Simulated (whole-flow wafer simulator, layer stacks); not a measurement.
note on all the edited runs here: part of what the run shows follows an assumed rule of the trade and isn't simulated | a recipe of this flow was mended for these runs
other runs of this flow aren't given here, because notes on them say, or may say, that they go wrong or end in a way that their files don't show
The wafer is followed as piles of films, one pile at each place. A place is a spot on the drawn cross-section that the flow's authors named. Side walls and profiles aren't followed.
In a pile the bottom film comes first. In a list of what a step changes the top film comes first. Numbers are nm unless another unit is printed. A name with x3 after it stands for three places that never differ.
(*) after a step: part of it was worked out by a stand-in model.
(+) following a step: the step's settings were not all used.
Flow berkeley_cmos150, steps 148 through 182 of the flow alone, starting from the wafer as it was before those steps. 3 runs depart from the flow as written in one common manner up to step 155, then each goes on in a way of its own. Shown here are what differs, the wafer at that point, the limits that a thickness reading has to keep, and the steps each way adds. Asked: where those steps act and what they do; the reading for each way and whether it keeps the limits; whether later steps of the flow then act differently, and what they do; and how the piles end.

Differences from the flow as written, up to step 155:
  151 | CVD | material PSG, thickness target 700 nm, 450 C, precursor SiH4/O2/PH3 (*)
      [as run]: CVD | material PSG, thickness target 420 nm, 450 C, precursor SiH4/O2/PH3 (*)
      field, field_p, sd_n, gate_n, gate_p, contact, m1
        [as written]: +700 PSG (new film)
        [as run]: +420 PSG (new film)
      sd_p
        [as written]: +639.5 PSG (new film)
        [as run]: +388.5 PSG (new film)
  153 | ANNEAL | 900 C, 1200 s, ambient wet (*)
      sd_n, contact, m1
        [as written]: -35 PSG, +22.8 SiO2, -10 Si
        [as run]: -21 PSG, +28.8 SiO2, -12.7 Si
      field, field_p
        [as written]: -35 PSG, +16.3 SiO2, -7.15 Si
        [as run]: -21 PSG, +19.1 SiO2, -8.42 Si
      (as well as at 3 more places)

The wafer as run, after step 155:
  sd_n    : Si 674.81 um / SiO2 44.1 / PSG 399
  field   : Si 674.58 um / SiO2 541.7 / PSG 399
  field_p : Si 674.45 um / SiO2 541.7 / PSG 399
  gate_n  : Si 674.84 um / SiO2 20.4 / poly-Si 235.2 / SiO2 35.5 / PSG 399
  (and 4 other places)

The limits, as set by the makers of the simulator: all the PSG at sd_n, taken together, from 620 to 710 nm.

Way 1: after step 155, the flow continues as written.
  Reading after step 155: 399 nm, not within the limits.
  Steps further on in the flow that do not act as written (not shown: 3 more steps that differ only slightly, by at most 2% or 0.5 nm, whichever is larger):
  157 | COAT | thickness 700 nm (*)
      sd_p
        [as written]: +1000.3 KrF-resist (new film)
        [this way]: +955.3 KrF-resist (new film)
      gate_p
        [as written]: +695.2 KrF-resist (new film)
        [this way]: +680.9 KrF-resist (new film)
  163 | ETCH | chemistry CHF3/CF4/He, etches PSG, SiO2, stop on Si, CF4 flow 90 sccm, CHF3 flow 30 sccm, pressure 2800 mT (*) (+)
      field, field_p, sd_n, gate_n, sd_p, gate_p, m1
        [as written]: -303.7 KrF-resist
        [this way]: -210.8 KrF-resist
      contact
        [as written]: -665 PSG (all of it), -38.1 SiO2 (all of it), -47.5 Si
        [this way]: -399 PSG (all of it), -44.1 SiO2 (all of it), -47.5 Si
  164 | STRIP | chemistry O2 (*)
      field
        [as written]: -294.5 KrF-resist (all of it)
        [this way]: -383.1 KrF-resist (all of it)
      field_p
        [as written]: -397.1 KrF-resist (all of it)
        [this way]: -482.8 KrF-resist (all of it)
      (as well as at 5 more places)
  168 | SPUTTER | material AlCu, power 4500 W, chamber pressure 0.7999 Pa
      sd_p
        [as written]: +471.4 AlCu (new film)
        [this way]: +487.4 AlCu (new film)
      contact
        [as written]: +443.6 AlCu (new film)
        [this way]: +511.6 AlCu (new film)
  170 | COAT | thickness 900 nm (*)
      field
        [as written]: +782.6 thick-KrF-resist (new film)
        [this way]: +800.9 thick-KrF-resist (new film)
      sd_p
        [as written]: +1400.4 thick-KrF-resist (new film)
        [this way]: +1359.2 thick-KrF-resist (new film)
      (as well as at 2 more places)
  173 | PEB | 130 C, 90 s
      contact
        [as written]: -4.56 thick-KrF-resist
        [this way]: -3.78 thick-KrF-resist
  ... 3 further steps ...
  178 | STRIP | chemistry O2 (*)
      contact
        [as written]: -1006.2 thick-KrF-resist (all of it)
        [this way]: -794.5 thick-KrF-resist (all of it)
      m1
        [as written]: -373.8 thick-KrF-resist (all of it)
        [this way]: -396.3 thick-KrF-resist (all of it)
  The piles end different from the flow's at field, field_p, sd_n, gate_n, sd_p, gate_p, contact, m1 by more than 2% or 0.5 nm, whichever is larger.
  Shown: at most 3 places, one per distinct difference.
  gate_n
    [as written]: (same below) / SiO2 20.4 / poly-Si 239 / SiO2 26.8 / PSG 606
    [this way]: (same below) / SiO2 20.4 / poly-Si 235.2 / SiO2 35.5 / PSG 340
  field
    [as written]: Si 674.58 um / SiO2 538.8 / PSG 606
    [this way]: Si 674.58 um / SiO2 541.7 / PSG 340
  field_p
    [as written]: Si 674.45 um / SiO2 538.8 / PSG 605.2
    [this way]: Si 674.45 um / SiO2 541.7 / PSG 339.2

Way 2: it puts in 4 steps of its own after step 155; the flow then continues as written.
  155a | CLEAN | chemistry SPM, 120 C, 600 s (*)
      does not change any film at any place that is followed
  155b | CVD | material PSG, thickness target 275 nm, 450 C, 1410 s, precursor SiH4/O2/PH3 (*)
      field, field_p, sd_n, gate_n, gate_p, contact, m1
        +275 PSG
      sd_p
        +254 PSG
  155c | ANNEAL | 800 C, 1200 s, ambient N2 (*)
      field, field_p, sd_n, gate_n, gate_p, contact, m1
        -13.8 PSG
      sd_p
        -12.7 PSG
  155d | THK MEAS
      does not change any film at any place that is followed
  Reading after step 155d: 660.2 nm, inside the limits.
  Steps further on in the flow that do not act as written (not shown: 7 more steps that differ only slightly, by at most 2% or 0.5 nm, whichever is larger):
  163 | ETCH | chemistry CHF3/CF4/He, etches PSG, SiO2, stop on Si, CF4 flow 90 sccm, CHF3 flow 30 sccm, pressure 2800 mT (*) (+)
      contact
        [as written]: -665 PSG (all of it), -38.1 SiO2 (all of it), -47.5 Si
        [this way]: -660.2 PSG (all of it), -44.1 SiO2 (all of it), -47.5 Si
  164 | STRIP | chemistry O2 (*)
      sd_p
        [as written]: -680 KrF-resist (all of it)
        [this way]: -660.6 KrF-resist (all of it)
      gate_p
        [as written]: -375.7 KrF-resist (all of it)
        [this way]: -366 KrF-resist (all of it)
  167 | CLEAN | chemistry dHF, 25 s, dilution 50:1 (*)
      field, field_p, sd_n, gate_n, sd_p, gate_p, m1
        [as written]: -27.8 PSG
        [this way]: -42.2 PSG
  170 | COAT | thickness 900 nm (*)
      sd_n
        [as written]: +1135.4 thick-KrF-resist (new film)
        [this way]: +938.1 thick-KrF-resist (new film)
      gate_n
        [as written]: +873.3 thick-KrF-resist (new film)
        [this way]: +853.7 thick-KrF-resist (new film)
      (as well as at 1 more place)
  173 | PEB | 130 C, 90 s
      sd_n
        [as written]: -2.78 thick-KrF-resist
        [this way]: -2.21 thick-KrF-resist
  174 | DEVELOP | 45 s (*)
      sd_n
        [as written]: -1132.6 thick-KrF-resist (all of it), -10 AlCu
        [this way]: -935.9 thick-KrF-resist (all of it), -10 AlCu
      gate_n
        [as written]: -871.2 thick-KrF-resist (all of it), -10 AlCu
        [this way]: -851.7 thick-KrF-resist (all of it), -10 AlCu
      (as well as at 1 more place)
  The piles end different from the flow's at field, field_p, sd_n, gate_n, sd_p, gate_p, m1 by more than 2% or 0.5 nm, whichever is larger.
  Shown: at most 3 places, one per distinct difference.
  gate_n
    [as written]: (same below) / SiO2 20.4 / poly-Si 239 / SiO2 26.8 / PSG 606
    [this way]: (same below) / SiO2 20.4 / poly-Si 235.2 / SiO2 35.5 / PSG 586.8
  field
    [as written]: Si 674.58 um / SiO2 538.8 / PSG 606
    [this way]: Si 674.58 um / SiO2 541.7 / PSG 586.8
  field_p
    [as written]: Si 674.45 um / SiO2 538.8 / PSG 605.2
    [this way]: Si 674.45 um / SiO2 541.7 / PSG 586

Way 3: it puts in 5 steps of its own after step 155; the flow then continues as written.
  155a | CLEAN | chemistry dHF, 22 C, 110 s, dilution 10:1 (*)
      field, field_p, sd_n, contact, m1
        -399 PSG (all of it), -20.5 SiO2
      gate_n, gate_p
        -399 PSG (all of it), -26.6 SiO2
      sd_p
        -369.1 PSG (all of it), -23 SiO2
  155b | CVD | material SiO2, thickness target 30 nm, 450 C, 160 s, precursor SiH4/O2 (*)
      field, field_p, sd_n, gate_n, gate_p, contact, m1
        +30 SiO2
      sd_p
        +29.1 SiO2
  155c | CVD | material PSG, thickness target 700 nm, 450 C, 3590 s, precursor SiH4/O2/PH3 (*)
      field, field_p, sd_n, gate_n, gate_p, contact, m1
        +700 PSG (new film)
      sd_p
        +637.7 PSG (new film)
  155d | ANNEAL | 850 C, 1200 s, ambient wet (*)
      sd_n, contact, m1
        -35 PSG, +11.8 SiO2, -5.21 Si
      field, field_p
        -35 PSG, +9.18 SiO2, -4.04 Si
      gate_n, gate_p
        -35 PSG, +14.6 SiO2, -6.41 poly-Si
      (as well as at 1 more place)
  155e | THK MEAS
      does not change any film at any place that is followed
  Reading after step 155e: 665 nm, inside the limits.
  Steps further on in the flow that do not act as written (not shown: 10 more steps that differ only slightly, by at most 2% or 0.5 nm, whichever is larger):
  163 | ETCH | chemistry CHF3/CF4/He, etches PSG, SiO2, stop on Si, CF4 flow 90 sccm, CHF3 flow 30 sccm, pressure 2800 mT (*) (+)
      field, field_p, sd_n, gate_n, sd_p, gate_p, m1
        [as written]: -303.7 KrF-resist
        [this way]: -313.4 KrF-resist
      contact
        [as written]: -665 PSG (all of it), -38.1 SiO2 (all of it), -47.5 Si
        [this way]: -665 PSG (all of it), -65.4 SiO2 (all of it), -47.5 Si
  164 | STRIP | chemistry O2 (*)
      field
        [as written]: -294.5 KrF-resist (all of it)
        [this way]: -285.3 KrF-resist (all of it)
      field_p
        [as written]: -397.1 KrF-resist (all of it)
        [this way]: -387.3 KrF-resist (all of it)
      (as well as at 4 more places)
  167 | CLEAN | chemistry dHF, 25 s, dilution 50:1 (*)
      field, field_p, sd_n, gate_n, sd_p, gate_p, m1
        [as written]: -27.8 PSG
        [this way]: -34.2 PSG
  The piles end different from the flow's at field, field_p, sd_n, gate_n, sd_p, gate_p, m1 by more than 2% or 0.5 nm, whichever is larger.
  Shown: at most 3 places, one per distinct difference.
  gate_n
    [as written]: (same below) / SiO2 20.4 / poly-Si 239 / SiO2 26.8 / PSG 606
    [this way]: (same below) / SiO2 20.4 / poly-Si 228.8 / SiO2 53.4 / PSG 599.5
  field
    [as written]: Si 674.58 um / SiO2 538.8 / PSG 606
    [this way]: Si 674.58 um / SiO2 560.4 / PSG 599.5
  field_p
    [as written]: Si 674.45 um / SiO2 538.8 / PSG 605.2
    [this way]: Si 674.45 um / SiO2 560.4 / PSG 598.7

The limits are kept by: way 2, way 3. They are not kept by: way 1.
